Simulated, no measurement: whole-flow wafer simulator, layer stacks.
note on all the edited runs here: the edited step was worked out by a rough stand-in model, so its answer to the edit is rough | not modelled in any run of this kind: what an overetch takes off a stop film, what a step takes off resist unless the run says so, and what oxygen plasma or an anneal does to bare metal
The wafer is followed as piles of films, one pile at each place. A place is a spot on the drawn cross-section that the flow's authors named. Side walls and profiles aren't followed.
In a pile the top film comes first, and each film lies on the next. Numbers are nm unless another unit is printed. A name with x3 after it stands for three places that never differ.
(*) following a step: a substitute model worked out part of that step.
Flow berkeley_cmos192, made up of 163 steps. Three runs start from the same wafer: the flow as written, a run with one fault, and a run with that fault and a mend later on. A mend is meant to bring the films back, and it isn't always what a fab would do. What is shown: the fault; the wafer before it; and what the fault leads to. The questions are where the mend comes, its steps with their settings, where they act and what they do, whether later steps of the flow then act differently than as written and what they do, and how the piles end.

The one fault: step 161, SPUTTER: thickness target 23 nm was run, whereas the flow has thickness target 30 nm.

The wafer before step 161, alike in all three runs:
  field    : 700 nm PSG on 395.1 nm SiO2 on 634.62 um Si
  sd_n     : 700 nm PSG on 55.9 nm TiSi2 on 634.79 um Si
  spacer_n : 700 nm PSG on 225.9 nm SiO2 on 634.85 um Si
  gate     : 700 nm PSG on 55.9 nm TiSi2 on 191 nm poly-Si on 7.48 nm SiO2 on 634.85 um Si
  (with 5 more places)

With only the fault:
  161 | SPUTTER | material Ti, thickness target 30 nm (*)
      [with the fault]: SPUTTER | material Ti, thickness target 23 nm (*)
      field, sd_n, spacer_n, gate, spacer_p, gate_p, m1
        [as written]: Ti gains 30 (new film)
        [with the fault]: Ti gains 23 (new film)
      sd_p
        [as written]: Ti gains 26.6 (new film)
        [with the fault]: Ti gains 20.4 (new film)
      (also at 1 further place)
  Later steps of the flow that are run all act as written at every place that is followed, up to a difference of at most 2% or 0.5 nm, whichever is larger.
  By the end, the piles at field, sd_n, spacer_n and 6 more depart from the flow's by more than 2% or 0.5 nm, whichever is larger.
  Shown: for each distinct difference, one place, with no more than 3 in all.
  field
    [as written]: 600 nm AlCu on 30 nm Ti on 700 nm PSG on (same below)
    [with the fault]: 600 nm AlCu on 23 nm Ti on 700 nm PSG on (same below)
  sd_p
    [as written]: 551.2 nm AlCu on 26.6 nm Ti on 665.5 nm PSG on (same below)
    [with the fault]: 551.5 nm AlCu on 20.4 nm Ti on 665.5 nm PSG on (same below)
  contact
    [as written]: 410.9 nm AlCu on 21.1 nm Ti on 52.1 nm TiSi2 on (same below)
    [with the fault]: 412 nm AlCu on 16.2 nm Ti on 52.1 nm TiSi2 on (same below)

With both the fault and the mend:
  After step 161 comes the mend.
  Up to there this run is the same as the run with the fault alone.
  161a | ETCH | chemistry piranha, etches Ti, 120 C, 40 s (a further turn of the flow's step 148, with different settings)
      field, sd_n, spacer_n, gate, spacer_p, gate_p, m1
        Ti loses 23 (all of it)
      sd_p
        Ti loses 20.4 (all of it)
      contact
        Ti loses 16.2 (all of it), TiSi2 loses 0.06
  161b | SPUTTER | material Ti, thickness target 30 nm (*) (a further turn of the flow's step 161)
      field, sd_n, spacer_n, gate, spacer_p, gate_p, m1
        Ti gains 30 (new film)
      sd_p
        Ti gains 26.6 (new film)
      contact
        Ti gains 21.1 (new film)
  Later steps of the flow that are run all act as written at every place that is followed.
  The piles end only slightly different from the flow's at the places that both follow, by no more than 2% or 0.5 nm, whichever is larger.
